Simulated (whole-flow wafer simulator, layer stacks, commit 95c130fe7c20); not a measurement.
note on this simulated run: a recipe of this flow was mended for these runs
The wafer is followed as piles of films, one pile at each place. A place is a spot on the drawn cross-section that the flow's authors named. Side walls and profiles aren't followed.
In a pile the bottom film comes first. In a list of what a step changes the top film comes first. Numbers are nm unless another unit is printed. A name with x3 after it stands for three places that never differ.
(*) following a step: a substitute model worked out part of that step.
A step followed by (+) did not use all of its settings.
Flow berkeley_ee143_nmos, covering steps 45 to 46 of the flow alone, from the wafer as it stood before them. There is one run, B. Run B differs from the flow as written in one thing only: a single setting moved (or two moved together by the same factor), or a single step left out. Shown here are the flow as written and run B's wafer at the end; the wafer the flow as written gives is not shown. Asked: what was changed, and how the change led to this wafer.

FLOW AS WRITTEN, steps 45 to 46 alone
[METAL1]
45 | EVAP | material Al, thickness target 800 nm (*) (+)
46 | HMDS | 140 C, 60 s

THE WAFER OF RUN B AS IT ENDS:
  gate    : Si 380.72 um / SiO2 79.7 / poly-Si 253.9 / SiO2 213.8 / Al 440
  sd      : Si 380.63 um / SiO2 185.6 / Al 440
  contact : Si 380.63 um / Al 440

Cause: step 45, EVAP: thickness target 440 nm was run, while the flow as written has thickness target 800 nm.
One can read it off the wafer: gate has Al 440, and step 45 as written asks for 800 nm.

Step by step, how the change led to this:
  45 | EVAP | material Al, thickness target 800 nm (*) (+)
      gate, sd, contact, field: Al gains 440 (new film) (in the flow as written it would be: Al gains 800 (new film))
